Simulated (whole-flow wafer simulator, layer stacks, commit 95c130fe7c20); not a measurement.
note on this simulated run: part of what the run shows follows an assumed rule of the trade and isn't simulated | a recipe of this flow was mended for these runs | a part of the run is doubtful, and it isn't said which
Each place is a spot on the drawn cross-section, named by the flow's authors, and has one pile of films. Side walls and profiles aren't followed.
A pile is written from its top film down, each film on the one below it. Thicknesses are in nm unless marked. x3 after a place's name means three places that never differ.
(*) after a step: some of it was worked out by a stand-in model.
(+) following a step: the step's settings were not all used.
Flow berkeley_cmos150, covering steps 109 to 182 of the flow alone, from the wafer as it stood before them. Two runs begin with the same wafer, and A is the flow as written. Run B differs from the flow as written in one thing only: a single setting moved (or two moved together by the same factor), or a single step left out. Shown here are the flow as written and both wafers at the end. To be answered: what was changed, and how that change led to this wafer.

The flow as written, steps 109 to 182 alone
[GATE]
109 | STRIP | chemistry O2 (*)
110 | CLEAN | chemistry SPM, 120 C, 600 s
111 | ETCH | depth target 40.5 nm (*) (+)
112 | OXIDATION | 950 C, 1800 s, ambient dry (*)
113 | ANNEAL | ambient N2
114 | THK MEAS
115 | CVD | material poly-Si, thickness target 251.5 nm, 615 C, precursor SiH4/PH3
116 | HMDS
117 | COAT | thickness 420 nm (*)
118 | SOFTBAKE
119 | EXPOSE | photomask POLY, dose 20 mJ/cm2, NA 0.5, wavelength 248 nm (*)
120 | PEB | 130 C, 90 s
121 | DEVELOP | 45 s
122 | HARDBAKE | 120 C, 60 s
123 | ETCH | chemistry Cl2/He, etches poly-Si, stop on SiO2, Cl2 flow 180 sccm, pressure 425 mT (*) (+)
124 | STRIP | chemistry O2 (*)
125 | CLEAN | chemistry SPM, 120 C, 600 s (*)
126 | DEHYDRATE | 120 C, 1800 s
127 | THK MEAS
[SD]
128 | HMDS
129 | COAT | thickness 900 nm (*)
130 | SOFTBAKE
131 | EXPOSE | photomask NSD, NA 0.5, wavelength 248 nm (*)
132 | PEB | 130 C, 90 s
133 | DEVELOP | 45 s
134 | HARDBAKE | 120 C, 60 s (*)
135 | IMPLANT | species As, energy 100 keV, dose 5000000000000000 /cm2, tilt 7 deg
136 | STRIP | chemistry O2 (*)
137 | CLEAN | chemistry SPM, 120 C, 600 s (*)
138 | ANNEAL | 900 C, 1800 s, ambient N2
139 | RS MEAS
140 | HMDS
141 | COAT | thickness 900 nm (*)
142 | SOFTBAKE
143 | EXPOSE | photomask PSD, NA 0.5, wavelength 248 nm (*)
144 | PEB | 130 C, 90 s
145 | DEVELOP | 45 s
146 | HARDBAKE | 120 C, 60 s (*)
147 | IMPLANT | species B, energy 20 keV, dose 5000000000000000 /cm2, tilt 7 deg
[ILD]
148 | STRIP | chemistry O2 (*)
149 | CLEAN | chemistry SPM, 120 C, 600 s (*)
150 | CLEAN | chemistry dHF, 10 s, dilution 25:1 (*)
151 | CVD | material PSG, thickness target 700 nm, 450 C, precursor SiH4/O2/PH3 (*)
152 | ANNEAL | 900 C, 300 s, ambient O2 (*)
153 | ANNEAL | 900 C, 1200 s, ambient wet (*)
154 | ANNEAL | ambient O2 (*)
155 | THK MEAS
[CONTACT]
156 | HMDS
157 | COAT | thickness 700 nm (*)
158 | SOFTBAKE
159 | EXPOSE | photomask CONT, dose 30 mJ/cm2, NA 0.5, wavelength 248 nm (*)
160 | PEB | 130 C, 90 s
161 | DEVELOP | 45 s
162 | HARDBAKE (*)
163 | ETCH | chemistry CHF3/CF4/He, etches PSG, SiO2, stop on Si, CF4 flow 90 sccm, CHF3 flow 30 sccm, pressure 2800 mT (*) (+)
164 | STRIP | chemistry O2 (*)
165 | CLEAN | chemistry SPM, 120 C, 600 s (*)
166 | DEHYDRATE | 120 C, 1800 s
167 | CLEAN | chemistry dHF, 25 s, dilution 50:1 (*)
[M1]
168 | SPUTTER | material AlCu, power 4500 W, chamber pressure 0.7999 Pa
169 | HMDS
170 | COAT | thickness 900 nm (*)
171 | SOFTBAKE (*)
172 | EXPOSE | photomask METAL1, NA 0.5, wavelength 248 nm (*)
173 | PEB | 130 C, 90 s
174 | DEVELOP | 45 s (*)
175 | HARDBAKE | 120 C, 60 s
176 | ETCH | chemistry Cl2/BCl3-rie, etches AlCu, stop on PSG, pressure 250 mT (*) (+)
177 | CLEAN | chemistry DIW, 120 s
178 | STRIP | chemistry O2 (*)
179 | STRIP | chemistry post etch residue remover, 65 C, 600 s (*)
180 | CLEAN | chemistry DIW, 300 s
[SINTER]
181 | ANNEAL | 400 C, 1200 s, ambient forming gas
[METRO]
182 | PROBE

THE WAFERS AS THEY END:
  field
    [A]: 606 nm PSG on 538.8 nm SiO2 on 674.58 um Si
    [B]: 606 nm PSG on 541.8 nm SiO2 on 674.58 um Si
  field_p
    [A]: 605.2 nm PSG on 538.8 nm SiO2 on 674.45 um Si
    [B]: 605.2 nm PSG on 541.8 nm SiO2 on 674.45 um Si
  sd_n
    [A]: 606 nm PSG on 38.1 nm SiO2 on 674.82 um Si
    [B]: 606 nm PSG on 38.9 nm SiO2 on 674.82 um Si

What caused this: step 111, ETCH: depth target 37.46 nm was run, though the flow has depth target 40.5 nm.

Step by step, how the change led to this:
  111 | ETCH | depth target 40.5 nm (*) (+)
      sd_n: A -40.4 SiO2 (all of it) | B -37.5 SiO2
      field, field_p: A -40.5 SiO2 | B -37.5 SiO2
  112 | OXIDATION | 950 C, 1800 s, ambient dry (*)
      sd_n: A +20.4 SiO2 (new film), -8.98 Si | B +18.3 SiO2, -8.06 Si
  176 | ETCH | chemistry Cl2/BCl3-rie, etches AlCu, stop on PSG, pressure 250 mT (*) (+)
      gate_p: A -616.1 AlCu (all of it), -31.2 PSG | B -609.7 AlCu (all of it), -32.1 PSG
